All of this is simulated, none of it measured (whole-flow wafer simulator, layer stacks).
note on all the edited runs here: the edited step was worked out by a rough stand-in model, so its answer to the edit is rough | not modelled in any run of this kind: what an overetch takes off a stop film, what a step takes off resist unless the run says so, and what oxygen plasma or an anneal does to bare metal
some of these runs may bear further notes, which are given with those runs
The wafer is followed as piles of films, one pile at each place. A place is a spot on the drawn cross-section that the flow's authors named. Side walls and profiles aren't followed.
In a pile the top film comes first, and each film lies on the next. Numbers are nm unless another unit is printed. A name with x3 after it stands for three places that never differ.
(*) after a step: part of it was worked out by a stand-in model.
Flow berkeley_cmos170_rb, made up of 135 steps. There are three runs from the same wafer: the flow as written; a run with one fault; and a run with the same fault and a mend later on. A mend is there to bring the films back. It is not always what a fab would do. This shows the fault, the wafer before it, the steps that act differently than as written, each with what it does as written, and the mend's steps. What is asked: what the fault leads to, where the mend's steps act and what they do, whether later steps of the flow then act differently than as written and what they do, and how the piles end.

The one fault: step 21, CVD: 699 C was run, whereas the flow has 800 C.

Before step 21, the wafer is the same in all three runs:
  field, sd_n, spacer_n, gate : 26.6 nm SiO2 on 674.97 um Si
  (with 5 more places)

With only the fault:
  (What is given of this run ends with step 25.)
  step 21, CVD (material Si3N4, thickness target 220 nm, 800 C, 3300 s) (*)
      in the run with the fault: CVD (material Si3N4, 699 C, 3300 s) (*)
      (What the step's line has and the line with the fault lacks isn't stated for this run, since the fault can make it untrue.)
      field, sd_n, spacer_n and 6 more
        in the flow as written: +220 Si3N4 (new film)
        in the run with the fault: +35.3 Si3N4 (new film)
  None of the later steps of the flow up to step 25 acts differently than as written at any place that is followed.
  After step 25, at field, sd_n, spacer_n and 6 more, the piles differ from the flow's by more than 2% or 0.5 nm, whichever is larger.
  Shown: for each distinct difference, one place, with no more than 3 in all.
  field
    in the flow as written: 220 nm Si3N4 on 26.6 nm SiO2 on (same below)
    in the run with the fault: 35.3 nm Si3N4 on 26.6 nm SiO2 on (same below)
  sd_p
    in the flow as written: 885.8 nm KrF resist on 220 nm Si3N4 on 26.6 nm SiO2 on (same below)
    in the run with the fault: 885.8 nm KrF resist on 35.3 nm Si3N4 on 26.6 nm SiO2 on (same below)

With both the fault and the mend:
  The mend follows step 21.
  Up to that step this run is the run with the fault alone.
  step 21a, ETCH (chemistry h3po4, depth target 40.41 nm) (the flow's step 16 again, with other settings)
      field, sd_n, spacer_n and 6 more
        -35.3 Si3N4 (all of it)
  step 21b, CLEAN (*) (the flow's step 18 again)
      leaves every film unchanged at each place that is followed
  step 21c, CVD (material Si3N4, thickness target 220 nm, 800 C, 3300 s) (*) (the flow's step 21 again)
      field, sd_n, spacer_n and 6 more
        +220 Si3N4 (new film)
  None of the later steps of the flow acts differently than as written at any place that is followed.
  The piles end the same as the flow's at every place that both follow.
